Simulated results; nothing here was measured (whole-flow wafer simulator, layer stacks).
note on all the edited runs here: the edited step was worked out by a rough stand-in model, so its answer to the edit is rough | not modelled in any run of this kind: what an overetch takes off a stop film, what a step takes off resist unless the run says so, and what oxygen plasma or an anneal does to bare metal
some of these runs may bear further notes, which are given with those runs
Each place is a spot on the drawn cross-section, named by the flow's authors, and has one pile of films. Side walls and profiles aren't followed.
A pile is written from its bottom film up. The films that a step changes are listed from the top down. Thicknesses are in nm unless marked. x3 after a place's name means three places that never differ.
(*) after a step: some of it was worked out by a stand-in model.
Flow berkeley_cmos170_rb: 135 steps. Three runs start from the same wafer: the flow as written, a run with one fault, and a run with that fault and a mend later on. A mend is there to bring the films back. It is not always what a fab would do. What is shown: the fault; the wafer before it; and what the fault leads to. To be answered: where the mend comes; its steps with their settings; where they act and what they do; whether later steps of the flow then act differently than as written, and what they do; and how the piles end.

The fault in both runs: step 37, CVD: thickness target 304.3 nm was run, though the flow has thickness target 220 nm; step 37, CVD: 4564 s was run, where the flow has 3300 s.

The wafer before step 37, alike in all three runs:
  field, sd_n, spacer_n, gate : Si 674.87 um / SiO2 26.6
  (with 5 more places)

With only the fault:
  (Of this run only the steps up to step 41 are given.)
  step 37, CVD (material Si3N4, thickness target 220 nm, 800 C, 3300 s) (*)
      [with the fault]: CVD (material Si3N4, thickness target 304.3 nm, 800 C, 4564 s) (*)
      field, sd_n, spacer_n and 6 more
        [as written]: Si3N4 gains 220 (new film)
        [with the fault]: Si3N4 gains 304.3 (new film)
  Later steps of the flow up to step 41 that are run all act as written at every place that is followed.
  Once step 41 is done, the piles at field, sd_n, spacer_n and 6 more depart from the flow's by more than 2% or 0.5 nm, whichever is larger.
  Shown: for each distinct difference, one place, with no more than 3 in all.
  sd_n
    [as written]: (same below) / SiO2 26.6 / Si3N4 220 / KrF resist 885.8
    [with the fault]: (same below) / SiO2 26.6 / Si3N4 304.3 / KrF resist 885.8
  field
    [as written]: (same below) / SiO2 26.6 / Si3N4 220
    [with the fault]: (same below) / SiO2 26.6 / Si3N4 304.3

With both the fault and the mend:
  The mend follows step 37.
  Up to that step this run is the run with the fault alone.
  step 37a, ETCH (chemistry h3po4, depth target 84.3 nm) (the flow's step 30, run once more with other settings)
      field, sd_n, spacer_n and 6 more
        Si3N4 loses 84.3
  Later steps of the flow that are run all act as written at every place that is followed.
  The piles end the same as the flow's at every place that both follow.
